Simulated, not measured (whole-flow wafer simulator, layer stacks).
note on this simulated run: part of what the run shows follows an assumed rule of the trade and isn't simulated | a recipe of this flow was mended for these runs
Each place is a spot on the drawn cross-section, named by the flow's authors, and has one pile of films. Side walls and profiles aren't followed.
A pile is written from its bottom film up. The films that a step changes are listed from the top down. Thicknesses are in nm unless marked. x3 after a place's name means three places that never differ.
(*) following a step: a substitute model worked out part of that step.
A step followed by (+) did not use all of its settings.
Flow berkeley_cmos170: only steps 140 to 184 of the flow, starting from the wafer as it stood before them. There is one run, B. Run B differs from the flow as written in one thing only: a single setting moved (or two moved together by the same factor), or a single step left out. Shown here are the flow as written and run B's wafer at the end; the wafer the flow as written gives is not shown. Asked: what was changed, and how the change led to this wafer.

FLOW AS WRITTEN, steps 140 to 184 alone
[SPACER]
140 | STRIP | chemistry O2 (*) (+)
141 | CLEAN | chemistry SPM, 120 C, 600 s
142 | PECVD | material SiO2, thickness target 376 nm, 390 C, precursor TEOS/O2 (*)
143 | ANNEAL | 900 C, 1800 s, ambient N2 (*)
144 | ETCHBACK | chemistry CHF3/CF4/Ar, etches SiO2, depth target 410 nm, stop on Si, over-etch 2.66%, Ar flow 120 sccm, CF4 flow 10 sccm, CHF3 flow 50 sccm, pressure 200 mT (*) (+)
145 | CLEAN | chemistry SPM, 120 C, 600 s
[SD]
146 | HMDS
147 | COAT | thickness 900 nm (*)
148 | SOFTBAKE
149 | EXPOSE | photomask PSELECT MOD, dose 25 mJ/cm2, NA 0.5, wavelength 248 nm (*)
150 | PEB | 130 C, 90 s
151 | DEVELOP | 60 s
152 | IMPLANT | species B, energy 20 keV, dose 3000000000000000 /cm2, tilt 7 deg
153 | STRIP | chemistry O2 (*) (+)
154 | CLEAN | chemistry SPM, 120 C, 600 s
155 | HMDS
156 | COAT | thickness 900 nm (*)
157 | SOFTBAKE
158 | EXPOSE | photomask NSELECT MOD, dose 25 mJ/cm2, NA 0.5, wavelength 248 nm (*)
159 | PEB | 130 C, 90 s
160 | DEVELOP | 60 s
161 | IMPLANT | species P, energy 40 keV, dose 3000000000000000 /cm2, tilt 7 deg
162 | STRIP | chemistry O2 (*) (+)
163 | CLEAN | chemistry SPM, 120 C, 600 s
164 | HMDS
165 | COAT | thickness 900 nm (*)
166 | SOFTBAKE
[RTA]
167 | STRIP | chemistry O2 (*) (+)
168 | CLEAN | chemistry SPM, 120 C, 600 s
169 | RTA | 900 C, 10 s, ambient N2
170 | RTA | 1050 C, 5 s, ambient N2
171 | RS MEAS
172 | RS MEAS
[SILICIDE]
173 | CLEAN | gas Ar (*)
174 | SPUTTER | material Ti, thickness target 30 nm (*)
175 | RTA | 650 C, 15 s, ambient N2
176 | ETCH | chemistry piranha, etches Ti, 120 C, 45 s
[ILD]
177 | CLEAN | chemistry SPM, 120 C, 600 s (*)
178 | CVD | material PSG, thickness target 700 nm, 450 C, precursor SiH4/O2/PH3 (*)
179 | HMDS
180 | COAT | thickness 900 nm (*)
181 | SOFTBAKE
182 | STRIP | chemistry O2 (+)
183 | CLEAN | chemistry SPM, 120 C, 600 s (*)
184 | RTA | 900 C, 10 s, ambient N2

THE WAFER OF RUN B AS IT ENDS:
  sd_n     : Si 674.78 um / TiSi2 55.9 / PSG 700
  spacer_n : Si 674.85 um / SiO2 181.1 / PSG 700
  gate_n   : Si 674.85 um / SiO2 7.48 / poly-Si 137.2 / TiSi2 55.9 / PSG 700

Cause: step 142, PECVD: thickness target 188 nm was run, whereas the flow has thickness target 376 nm.

How this came from the change, step by step:
  142 | PECVD | material SiO2, thickness target 376 nm, 390 C, precursor TEOS/O2 (*)
      field, mark, sd_n and 8 more: SiO2 gains 188 (it would be, as written: SiO2 gains 376)
      gate_n, gate_p: SiO2 gains 188 (new film) (it would be, as written: SiO2 gains 376 (new film))
  143 | ANNEAL | 900 C, 1800 s, ambient N2 (*)
      field, mark, sd_n and 10 more: SiO2 loses 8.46 (it would be, as written: SiO2 loses 16.9)
  144 | ETCHBACK | chemistry CHF3/CF4/Ar, etches SiO2, depth target 410 nm, stop on Si, over-etch 2.66%, Ar flow 120 sccm, CF4 flow 10 sccm, CHF3 flow 50 sccm, pressure 200 mT (*) (+)
      spacer_n, spacer_p: nothing (it would be, as written: SiO2 loses 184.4)
      mark, sd_n, sd_p, contact, m1, via1, m2, via2: SiO2 loses 186.4 (all of it), Si loses 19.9 (it would be, as written: SiO2 loses 366 (all of it), Si loses 3.55)
      (also at 2 further places)
  147 | COAT | thickness 900 nm (*)
      field: KrF-resist gains 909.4 (new film) (it would be, as written: KrF-resist gains 868 (new film))
      sd_n: KrF-resist gains 899.8 (new film) (it would be, as written: KrF-resist gains 982.3 (new film))
      (also at 10 further places)
  151 | DEVELOP | 60 s
      sd_p: KrF-resist loses 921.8 (all of it) (it would be, as written: KrF-resist loses 988.2 (all of it))
      spacer_p: KrF-resist loses 741.4 (all of it) (it would be, as written: KrF-resist loses 813.2 (all of it))
      (also at 1 further place)
  153 | STRIP | chemistry O2 (*) (+)
      gate_n: KrF-resist loses 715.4 (all of it), chemical SiO2 gains 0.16 (it would be, as written: KrF-resist loses 771.3 (all of it), chemical SiO2 gains 0.17, poly-Si loses 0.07)
      field: KrF-resist loses 892.5 (all of it) (it would be, as written: KrF-resist loses 851.1 (all of it))
      (also at 7 further places)
  156 | COAT | thickness 900 nm (*)
      field: KrF-resist gains 909.4 (new film) (it would be, as written: KrF-resist gains 867.7 (new film))
      sd_n: KrF-resist gains 899.7 (new film) (it would be, as written: KrF-resist gains 982.3 (new film))
      (also at 10 further places)
  160 | DEVELOP | 60 s
      sd_n: KrF-resist loses 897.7 (all of it) (it would be, as written: KrF-resist loses 980.1 (all of it))
      spacer_n: KrF-resist loses 741.2 (all of it) (it would be, as written: KrF-resist loses 819.3 (all of it))
      (also at 6 further places)
  162 | STRIP | chemistry O2 (*) (+)
      gate_p: KrF-resist loses 715.4 (all of it), chemical SiO2 gains 0.07, poly-Si loses 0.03 (it would be, as written: KrF-resist loses 765.1 (all of it), chemical SiO2 gains 0.07)
      field: KrF-resist loses 892.5 (all of it) (it would be, as written: KrF-resist loses 850.8 (all of it))
      (also at 2 further places)
  165 | COAT | thickness 900 nm (*)
      field: KrF-resist gains 909.5 (new film) (it would be, as written: KrF-resist gains 867.7 (new film))
      sd_n: KrF-resist gains 899.6 (new film) (it would be, as written: KrF-resist gains 982.2 (new film))
      (also at 10 further places)
  167 | STRIP | chemistry O2 (*) (+)
      gate_n: KrF-resist loses 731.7 (all of it), chemical SiO2 gains 0.06 (it would be, as written: KrF-resist loses 787.9 (all of it), chemical SiO2 gains 0.06, poly-Si loses 0.03)
      gate_p: KrF-resist loses 731.9 (all of it), chemical SiO2 gains 0.06 (it would be, as written: KrF-resist loses 781.7 (all of it), chemical SiO2 gains 0.06, poly-Si loses 0.03)
      (also at 10 further places)
  180 | COAT | thickness 900 nm (*)
      field: KrF-resist gains 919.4 (new film) (it would be, as written: KrF-resist gains 880.8 (new film))
      sd_p: KrF-resist gains 931.2 (new film) (it would be, as written: KrF-resist gains 1000.7 (new film))
      (also at 7 further places)
  182 | STRIP | chemistry O2 (+)
      field: KrF-resist loses 919.4 (all of it) (it would be, as written: KrF-resist loses 880.8 (all of it))
      sd_p: KrF-resist loses 931.2 (all of it) (it would be, as written: KrF-resist loses 1000.7 (all of it))
      (also at 7 further places)
